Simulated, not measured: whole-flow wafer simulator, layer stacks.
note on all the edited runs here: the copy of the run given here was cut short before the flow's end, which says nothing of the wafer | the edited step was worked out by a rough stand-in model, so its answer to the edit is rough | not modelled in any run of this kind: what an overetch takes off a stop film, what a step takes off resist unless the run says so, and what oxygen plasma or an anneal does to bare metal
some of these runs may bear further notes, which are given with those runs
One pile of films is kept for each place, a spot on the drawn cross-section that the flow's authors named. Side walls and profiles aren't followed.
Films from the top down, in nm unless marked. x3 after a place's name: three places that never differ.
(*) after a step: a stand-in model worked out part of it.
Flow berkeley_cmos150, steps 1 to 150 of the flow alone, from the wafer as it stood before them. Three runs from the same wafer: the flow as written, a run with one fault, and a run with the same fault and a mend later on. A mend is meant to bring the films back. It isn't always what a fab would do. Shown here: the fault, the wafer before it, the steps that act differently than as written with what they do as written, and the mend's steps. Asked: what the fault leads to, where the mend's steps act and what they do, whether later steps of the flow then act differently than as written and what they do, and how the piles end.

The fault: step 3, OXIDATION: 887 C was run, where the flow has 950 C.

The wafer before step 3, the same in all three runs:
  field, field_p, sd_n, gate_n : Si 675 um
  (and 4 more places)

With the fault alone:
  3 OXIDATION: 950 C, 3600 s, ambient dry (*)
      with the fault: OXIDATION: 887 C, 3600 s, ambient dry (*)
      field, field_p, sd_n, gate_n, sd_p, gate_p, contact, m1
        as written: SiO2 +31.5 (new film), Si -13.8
        with the fault: SiO2 +17 (new film), Si -7.47
  Later steps of the flow that act differently than as written (34 more steps differ only slightly, by at most 2% or 0.5 nm, whichever is larger, and aren't shown):
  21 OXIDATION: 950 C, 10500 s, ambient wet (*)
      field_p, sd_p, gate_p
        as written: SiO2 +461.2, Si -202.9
        with the fault: SiO2 +471.1, Si -207.3
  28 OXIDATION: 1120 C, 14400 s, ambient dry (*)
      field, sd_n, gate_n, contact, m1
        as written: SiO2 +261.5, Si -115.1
        with the fault: SiO2 +273.6, Si -120.4
  At the end the piles differ from the flow's only slightly at the places that both follow, by at most 2% or 0.5 nm, whichever is larger.

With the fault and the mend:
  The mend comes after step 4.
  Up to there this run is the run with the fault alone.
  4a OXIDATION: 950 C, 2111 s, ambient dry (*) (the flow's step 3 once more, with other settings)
      field, field_p, sd_n, gate_n, sd_p, gate_p, contact, m1
        SiO2 +14.5, Si -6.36
  No later step of the flow acts differently than as written, at any place that is followed, by more than 2% or 0.5 nm, whichever is larger.
  At the end the piles are the same as the flow's at every place that both follow.
